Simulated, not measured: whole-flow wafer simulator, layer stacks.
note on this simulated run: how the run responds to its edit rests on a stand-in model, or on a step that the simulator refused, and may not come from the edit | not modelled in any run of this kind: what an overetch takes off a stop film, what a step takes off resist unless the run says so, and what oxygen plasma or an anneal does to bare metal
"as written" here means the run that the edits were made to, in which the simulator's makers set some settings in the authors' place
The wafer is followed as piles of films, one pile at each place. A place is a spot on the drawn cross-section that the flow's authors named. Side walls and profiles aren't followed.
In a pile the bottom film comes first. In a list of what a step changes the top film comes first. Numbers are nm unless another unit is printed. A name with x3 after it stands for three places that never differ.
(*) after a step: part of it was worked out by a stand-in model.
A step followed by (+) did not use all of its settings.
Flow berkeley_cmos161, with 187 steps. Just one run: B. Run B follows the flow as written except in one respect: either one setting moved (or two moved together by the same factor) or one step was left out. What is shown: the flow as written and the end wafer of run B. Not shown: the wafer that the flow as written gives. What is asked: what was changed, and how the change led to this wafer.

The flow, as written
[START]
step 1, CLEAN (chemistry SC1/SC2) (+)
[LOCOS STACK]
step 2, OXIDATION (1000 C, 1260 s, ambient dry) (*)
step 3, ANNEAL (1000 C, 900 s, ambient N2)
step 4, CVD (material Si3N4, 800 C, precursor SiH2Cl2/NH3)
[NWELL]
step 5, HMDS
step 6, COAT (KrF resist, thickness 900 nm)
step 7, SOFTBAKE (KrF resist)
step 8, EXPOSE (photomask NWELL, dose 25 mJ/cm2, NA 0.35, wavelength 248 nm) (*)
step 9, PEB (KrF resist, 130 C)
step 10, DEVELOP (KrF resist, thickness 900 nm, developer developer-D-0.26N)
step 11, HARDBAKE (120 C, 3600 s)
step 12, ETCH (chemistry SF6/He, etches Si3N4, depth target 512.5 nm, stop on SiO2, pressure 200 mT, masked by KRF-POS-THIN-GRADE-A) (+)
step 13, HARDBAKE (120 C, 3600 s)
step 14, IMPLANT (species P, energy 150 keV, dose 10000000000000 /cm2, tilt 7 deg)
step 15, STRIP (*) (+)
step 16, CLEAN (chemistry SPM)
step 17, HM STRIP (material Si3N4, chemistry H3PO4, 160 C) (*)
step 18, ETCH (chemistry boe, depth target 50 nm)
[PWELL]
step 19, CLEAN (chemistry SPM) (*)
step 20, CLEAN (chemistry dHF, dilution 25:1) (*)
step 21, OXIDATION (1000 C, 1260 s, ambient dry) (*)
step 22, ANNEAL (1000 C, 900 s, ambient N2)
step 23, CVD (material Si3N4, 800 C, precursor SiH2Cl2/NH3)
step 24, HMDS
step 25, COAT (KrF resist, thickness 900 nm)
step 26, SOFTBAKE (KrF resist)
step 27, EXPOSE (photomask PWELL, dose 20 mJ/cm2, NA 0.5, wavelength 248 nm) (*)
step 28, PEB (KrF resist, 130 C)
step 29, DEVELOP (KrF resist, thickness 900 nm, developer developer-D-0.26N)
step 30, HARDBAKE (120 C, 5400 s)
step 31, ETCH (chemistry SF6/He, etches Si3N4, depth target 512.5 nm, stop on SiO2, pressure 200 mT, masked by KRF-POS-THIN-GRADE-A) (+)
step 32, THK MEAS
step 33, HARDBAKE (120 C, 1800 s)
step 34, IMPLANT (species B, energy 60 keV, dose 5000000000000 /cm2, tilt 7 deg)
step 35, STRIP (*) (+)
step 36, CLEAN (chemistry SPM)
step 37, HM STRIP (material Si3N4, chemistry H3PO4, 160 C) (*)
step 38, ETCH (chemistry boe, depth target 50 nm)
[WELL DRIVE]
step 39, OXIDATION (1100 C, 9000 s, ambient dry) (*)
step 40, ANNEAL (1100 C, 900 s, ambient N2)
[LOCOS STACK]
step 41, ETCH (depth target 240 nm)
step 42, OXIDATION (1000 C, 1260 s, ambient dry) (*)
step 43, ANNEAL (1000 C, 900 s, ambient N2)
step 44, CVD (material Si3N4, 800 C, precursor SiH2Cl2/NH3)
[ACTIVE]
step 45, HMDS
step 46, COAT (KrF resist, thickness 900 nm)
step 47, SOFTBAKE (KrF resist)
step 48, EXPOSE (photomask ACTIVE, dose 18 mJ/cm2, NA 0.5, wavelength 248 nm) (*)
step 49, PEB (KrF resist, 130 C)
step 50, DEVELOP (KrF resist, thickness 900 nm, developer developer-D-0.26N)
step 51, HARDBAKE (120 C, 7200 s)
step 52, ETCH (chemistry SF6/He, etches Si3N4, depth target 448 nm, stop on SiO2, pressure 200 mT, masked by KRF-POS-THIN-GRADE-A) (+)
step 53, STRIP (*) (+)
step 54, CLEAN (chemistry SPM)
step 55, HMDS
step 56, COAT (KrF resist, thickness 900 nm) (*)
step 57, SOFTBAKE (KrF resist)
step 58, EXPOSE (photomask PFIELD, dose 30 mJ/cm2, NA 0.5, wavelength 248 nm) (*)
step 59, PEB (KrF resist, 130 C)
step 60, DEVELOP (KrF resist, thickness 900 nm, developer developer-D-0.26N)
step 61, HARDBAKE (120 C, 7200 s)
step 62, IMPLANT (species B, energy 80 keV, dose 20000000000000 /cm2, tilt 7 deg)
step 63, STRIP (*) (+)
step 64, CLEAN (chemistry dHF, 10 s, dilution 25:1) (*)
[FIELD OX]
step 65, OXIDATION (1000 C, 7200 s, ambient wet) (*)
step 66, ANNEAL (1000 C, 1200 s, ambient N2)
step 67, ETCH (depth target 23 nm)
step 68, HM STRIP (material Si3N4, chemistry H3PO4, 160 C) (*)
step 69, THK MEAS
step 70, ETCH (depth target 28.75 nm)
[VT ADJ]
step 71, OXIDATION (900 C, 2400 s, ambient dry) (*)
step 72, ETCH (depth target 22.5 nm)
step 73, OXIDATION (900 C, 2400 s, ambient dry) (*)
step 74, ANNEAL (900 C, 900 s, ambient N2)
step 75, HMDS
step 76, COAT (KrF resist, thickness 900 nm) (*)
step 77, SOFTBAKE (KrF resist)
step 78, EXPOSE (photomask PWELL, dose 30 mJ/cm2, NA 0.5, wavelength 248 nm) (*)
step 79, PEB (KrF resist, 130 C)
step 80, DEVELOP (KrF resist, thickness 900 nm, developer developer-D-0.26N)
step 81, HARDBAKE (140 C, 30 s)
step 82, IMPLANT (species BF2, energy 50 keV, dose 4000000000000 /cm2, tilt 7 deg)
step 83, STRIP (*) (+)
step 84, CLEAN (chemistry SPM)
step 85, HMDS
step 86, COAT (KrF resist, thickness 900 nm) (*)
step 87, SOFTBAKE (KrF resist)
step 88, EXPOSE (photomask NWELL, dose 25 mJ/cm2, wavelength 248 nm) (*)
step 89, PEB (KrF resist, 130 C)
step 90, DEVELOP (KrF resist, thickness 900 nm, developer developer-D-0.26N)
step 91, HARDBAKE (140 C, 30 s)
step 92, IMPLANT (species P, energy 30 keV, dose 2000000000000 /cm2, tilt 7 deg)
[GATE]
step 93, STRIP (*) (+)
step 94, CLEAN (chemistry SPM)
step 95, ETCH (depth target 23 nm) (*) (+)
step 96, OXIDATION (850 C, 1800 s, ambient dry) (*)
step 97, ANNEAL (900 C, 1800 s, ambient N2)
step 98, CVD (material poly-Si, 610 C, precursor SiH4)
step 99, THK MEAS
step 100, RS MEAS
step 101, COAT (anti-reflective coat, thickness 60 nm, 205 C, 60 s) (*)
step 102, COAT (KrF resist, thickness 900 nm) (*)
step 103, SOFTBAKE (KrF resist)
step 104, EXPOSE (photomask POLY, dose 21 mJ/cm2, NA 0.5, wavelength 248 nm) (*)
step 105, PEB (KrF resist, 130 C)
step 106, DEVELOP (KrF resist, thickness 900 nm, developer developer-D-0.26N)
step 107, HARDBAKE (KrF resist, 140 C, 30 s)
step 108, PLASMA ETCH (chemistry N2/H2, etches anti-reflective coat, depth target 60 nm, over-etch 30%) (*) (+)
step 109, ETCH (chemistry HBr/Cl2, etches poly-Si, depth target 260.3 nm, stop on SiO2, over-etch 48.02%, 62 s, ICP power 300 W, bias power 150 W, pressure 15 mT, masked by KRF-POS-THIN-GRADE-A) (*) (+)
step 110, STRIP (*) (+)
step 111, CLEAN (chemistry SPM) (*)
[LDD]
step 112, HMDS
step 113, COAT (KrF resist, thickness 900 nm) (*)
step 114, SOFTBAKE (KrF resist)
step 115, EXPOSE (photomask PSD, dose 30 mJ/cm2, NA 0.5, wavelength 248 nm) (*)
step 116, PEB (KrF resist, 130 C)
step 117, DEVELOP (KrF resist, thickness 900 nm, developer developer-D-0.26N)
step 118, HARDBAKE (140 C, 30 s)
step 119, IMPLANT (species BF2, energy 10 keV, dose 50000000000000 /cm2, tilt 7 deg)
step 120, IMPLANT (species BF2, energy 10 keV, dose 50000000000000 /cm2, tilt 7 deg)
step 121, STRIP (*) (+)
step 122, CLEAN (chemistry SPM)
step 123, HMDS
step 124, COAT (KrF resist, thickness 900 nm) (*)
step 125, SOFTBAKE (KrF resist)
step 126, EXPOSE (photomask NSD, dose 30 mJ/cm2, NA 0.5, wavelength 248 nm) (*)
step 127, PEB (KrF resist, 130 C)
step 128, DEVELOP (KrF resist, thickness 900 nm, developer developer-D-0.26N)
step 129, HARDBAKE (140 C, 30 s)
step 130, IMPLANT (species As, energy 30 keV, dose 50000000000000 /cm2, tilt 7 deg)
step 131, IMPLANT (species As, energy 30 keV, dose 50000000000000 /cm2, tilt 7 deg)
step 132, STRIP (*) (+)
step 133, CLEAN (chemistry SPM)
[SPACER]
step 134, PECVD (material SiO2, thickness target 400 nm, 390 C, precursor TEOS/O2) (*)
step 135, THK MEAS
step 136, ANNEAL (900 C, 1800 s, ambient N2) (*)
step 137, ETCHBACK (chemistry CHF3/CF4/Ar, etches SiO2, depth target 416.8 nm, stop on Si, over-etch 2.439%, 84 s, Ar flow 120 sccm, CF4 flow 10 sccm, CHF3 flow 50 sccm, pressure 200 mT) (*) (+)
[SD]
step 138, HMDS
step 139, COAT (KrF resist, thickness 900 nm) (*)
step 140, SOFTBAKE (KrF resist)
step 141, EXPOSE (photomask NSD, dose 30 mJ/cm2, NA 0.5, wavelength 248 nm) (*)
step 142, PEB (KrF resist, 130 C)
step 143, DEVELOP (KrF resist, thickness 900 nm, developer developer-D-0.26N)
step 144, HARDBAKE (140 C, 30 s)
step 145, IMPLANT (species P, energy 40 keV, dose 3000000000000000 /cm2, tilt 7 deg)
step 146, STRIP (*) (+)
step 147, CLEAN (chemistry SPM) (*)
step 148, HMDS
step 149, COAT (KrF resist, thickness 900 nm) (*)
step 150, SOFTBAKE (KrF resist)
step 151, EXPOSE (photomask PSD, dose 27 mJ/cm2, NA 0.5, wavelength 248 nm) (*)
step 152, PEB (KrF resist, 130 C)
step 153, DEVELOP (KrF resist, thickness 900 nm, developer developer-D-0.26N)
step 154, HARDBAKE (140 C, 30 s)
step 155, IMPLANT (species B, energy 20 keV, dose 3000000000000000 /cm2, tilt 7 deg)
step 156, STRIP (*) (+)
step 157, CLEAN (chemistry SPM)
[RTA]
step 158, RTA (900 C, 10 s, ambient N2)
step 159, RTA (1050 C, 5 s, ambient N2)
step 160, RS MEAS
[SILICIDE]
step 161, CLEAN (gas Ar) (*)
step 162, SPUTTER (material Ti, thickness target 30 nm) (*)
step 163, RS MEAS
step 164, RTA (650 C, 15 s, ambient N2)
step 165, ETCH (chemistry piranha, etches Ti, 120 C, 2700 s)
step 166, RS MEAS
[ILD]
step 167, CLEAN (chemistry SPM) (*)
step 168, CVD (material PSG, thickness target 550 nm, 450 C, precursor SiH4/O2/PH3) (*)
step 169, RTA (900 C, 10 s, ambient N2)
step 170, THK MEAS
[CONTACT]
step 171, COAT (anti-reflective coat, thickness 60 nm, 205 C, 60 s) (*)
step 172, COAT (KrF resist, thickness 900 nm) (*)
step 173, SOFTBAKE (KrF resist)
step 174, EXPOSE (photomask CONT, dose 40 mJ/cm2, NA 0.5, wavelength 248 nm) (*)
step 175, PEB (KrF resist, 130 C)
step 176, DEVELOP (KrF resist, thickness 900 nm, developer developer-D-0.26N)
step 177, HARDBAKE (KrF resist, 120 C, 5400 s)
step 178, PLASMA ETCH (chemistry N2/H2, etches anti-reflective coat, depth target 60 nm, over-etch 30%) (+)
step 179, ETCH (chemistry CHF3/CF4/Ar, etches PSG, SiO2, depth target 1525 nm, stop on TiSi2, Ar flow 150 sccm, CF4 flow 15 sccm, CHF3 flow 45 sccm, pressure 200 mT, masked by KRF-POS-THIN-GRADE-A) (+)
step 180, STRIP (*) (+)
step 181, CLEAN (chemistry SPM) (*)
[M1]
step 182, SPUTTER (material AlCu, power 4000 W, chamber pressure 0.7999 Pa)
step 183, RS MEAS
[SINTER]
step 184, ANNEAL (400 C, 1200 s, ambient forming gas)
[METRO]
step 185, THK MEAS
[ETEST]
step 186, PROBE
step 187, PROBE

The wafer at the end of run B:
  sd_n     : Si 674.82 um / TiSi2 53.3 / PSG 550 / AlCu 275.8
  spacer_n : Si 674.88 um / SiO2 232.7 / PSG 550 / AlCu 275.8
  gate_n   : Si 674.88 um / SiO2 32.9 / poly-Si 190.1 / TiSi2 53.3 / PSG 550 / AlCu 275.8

Cause: step 25, COAT: thickness 450 nm was run, whereas the flow has thickness 900 nm; step 41, ETCH: depth target 120 nm was run, where the flow has depth target 240 nm.

Step by step, how the change led to this:
  step 25, COAT (KrF resist, thickness 900 nm)
      field, sd_n, spacer_n and 6 more: +450 KrF resist (new film) (in the flow as written it would be: +900 KrF resist (new film))
  step 28, PEB (KrF resist, 130 C)
      field, sd_n, spacer_n and 6 more: -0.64 KrF resist (in the flow as written it would be: -1.44 KrF resist)
  step 29, DEVELOP (KrF resist, thickness 900 nm, developer developer-D-0.26N)
      field, sd_n, spacer_n, gate_n, contact: -449.4 KrF resist (all of it) (in the flow as written it would be: -898.6 KrF resist (all of it))
  step 30, HARDBAKE (120 C, 5400 s)
      sd_p, spacer_p, gate_p, m1: -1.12 KrF resist (in the flow as written it would be: -2.37 KrF resist)
  step 35, STRIP (*) (+)
      sd_p, spacer_p, gate_p, m1: -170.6 KrF resist (all of it) (in the flow as written it would be: -618.4 KrF resist (all of it))
  step 41, ETCH (depth target 240 nm)
      field, sd_n, spacer_n and 6 more: -120 SiO2 (in the flow as written it would be: -197.6 SiO2 (all of it))
  step 42, OXIDATION (1000 C, 1260 s, ambient dry) (*)
      field, sd_n, spacer_n and 6 more: +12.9 SiO2, -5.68 Si (in the flow as written it would be: +26.6 SiO2 (new film), -11.7 Si)
  step 65, OXIDATION (1000 C, 7200 s, ambient wet) (*)
      gate_n, gate_p, m1: +12.1 SiO2 (new film), -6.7 Si3N4, +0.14 SiO2 (in the flow as written it would be: +12.1 SiO2 (new film), -6.7 Si3N4)
      spacer_n, spacer_p: +12.1 SiO2 (new film), -6.7 Si3N4, +0.18 SiO2, -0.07 Si (in the flow as written it would be: +12.1 SiO2 (new film), -6.7 Si3N4)
      (as well as at 4 more places)
  step 70, ETCH (depth target 28.75 nm)
      spacer_n, gate_n, spacer_p, gate_p, m1: -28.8 SiO2 (in the flow as written it would be: -24.8 SiO2 (all of it))
      sd_n, sd_p: -28.8 SiO2 (in the flow as written it would be: -25 SiO2 (all of it))
      (as well as at 1 more place)
  step 71, OXIDATION (900 C, 2400 s, ambient dry) (*)
      spacer_n, gate_n, spacer_p, gate_p, m1: +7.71 SiO2, -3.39 Si (in the flow as written it would be: +14.9 SiO2 (new film), -6.57 Si)
      sd_n: +7.17 SiO2, -3.16 Si (in the flow as written it would be: +14.9 SiO2 (new film), -6.57 Si)
      (as well as at 2 more places)
  step 72, ETCH (depth target 22.5 nm)
      sd_n, spacer_n, gate_n, sd_p, spacer_p, gate_p, contact, m1: -22.5 SiO2 (in the flow as written it would be: -14.9 SiO2 (all of it))
  step 73, OXIDATION (900 C, 2400 s, ambient dry) (*)
      spacer_n, gate_n, spacer_p, gate_p, m1: +7.19 SiO2, -3.16 Si (in the flow as written it would be: +14.9 SiO2 (new film), -6.57 Si)
      sd_n: +6.76 SiO2, -2.98 Si (in the flow as written it would be: +14.9 SiO2 (new film), -6.57 Si)
      (as well as at 2 more places)
  step 95, ETCH (depth target 23 nm) (*) (+)
      sd_n, spacer_n, gate_n, sd_p, spacer_p, gate_p, contact, m1: -23 SiO2 (in the flow as written it would be: -14.9 SiO2 (all of it))
  step 96, OXIDATION (850 C, 1800 s, ambient dry) (*)
      spacer_n, gate_n, spacer_p, gate_p, m1: +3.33 SiO2, -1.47 Si (in the flow as written it would be: +7.48 SiO2 (new film), -3.29 Si)
      sd_n: +3.06 SiO2, -1.34 Si (in the flow as written it would be: +7.48 SiO2 (new film), -3.29 Si)
      (as well as at 2 more places)
  step 101, COAT (anti-reflective coat, thickness 60 nm, 205 C, 60 s) (*)
      sd_n: +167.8 anti-reflective coat (new film) (in the flow as written it would be: +173.5 anti-reflective coat (new film))
      spacer_n: +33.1 anti-reflective coat (new film) (in the flow as written it would be: +28.7 anti-reflective coat (new film))
      (as well as at 4 more places)
  step 108, PLASMA ETCH (chemistry N2/H2, etches anti-reflective coat, depth target 60 nm, over-etch 30%) (*) (+)
      sd_n: -167.8 anti-reflective coat (all of it), -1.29 poly-Si (in the flow as written it would be: -173.5 anti-reflective coat (all of it), -1.33 poly-Si)
      spacer_n: -33.1 anti-reflective coat (all of it), -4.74 poly-Si (in the flow as written it would be: -28.7 anti-reflective coat (all of it), -5.05 poly-Si)
      (as well as at 2 more places)
  ... 14 further steps ...
  step 182, SPUTTER (material AlCu, power 4000 W, chamber pressure 0.7999 Pa)
      sd_p: +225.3 AlCu (new film) (in the flow as written it would be: +234.7 AlCu (new film))
